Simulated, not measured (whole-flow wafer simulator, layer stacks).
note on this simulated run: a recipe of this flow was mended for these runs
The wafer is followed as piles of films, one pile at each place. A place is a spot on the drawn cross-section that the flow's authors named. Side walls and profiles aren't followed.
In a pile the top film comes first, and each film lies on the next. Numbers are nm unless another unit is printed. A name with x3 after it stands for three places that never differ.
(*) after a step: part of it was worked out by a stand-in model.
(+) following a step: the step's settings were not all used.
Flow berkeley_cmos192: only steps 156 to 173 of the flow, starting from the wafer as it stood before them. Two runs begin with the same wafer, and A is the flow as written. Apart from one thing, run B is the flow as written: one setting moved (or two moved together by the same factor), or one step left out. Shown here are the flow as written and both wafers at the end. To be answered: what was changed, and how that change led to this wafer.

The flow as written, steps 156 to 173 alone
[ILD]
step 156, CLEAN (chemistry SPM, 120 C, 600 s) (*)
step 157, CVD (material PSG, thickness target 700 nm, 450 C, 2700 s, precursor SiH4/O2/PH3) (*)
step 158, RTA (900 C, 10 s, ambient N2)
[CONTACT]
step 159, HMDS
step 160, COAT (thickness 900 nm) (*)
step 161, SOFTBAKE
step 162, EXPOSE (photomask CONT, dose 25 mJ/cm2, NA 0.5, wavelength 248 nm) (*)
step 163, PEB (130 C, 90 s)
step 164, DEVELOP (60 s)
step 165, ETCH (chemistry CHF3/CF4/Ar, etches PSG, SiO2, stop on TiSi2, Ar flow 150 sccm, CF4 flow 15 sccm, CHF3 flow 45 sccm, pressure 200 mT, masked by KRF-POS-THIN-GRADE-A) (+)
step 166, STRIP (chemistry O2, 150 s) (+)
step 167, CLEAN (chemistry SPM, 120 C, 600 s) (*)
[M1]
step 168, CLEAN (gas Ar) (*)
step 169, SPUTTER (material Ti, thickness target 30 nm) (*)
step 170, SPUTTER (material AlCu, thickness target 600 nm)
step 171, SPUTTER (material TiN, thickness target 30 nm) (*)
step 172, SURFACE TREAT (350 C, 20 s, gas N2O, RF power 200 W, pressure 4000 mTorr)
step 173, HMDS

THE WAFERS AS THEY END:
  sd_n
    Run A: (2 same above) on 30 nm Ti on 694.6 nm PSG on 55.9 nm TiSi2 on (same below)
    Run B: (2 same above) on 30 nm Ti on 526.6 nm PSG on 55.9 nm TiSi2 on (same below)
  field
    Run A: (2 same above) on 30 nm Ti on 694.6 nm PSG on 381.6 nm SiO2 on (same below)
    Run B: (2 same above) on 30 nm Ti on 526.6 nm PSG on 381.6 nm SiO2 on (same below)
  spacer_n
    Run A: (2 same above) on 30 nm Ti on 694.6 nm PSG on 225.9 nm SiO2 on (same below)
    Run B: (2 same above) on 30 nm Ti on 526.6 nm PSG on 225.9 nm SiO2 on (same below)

The reason: step 157, CVD: thickness target 532 nm was run, whereas the flow has thickness target 700 nm; step 157, CVD: 2052 s was run, where the flow has 2700 s.

How this came from the change, step by step:
  step 157, CVD (material PSG, thickness target 700 nm, 450 C, 2700 s, precursor SiH4/O2/PH3) (*)
      field, sd_n, spacer_n, gate, spacer_p, gate_p, contact, m1: A +700 PSG (new film) | B +532 PSG (new film)
      sd_p: A +668 PSG (new film) | B +509.5 PSG (new film)
  step 165, ETCH (chemistry CHF3/CF4/Ar, etches PSG, SiO2, stop on TiSi2, Ar flow 150 sccm, CF4 flow 15 sccm, CHF3 flow 45 sccm, pressure 200 mT, masked by KRF-POS-THIN-GRADE-A) (+)
      field, sd_n, spacer_n, gate, sd_p, spacer_p, gate_p, m1: A -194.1 KrF-resist | B -152.1 KrF-resist
      contact: A -700 PSG (all of it), -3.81 TiSi2 | B -532 PSG (all of it), -3.81 TiSi2
  step 166, STRIP (chemistry O2, 150 s) (+)
      field: A -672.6 KrF-resist (all of it) | B -712.6 KrF-resist (all of it)
      sd_n: A -784.4 KrF-resist (all of it) | B -825.5 KrF-resist (all of it)
      (and at 6 other places as well)
  step 169, SPUTTER (material Ti, thickness target 30 nm) (*)
      contact: A +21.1 Ti (new film) | B +23.1 Ti (new film)
  step 170, SPUTTER (material AlCu, thickness target 600 nm)
      contact: A +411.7 AlCu (new film) | B +456.2 AlCu (new film)
  step 171, SPUTTER (material TiN, thickness target 30 nm) (*)
      contact: A +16 TiN (new film) | B +18.7 TiN (new film)
